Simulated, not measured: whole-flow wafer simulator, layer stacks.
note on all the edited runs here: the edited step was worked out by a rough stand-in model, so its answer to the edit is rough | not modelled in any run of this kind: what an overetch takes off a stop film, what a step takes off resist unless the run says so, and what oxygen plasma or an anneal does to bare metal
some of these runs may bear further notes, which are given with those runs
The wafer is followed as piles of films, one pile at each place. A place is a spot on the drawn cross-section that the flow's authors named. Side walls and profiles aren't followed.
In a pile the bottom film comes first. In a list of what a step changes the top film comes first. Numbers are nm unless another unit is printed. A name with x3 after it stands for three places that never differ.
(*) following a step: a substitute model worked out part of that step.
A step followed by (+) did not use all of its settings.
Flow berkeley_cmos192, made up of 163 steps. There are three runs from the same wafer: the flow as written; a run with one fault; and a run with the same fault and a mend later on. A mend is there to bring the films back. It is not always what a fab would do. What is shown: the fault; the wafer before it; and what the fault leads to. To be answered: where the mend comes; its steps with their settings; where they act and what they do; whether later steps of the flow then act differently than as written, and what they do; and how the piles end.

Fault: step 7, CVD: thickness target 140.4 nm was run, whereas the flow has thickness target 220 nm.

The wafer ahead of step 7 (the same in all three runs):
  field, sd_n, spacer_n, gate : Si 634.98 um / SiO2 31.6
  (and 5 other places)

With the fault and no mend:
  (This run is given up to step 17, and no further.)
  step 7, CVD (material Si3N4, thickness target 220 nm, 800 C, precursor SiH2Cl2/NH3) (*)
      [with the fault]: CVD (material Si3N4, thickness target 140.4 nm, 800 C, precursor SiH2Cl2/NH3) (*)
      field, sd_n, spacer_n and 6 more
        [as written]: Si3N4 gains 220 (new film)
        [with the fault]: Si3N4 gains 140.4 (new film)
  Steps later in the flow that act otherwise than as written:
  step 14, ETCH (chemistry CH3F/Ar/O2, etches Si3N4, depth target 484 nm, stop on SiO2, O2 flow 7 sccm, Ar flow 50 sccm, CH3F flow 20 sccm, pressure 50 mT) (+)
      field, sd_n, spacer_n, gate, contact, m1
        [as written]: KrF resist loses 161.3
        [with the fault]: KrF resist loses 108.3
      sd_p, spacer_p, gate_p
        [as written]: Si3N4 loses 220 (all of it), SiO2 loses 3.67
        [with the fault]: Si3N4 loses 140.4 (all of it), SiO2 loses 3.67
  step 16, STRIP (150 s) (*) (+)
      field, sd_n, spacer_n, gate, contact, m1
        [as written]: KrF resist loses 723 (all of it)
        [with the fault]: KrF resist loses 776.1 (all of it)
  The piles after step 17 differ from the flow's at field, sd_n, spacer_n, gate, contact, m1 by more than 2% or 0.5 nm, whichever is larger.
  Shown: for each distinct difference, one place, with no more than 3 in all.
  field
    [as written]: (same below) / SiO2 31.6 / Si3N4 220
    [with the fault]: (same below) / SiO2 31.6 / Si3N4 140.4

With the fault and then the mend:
  The mend follows step 13.
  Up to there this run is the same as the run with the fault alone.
  step 13a, STRIP (150 s) (*) (+)
      field, sd_n, spacer_n, gate, contact, m1
        KrF resist loses 884.4 (all of it)
  step 13b, CLEAN (chemistry SC1/SC2) (*) (the flow's step 1 again)
      does not change any film at any place that is followed
  step 13c, CVD (material Si3N4, thickness target 79.64 nm, 800 C, precursor SiH2Cl2/NH3) (*) (the flow's step 7 again, with other settings)
      field, sd_n, spacer_n and 6 more
        Si3N4 gains 79.6
  step 13d, HMDS (the flow's step 8 again)
      does not change any film at any place that is followed
  step 13e, COAT (KrF resist, thickness 900 nm) (the flow's step 9 again)
      field, sd_n, spacer_n and 6 more
        KrF resist gains 900 (new film)
  step 13f, SOFTBAKE (KrF resist) (the flow's step 10 again)
      does not change any film at any place that is followed
  step 13g, EXPOSE (photomask NWELL, dose 25 mJ/cm2, NA 0.5, wavelength 248 nm) (*) (the flow's step 11 again)
      does not change any film at any place that is followed
  step 13h, PEB (KrF resist, 130 C, 60 s) (the flow's step 12 again)
      field, sd_n, spacer_n and 6 more
        KrF resist loses 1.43
  step 13i, DEVELOP (KrF resist, thickness 900 nm, developer developer-D-0.26N, 45 s) (the flow's step 13 again)
      field, sd_n, spacer_n, gate, contact, m1
        KrF resist loses 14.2
      sd_p, spacer_p, gate_p
        KrF resist loses 898.6 (all of it)
  Every later step of the flow that is run acts as written, at every place that is followed, to within 2% or 0.5 nm, whichever is larger.
  By the end, the piles equal the flow's at every place that both follow.
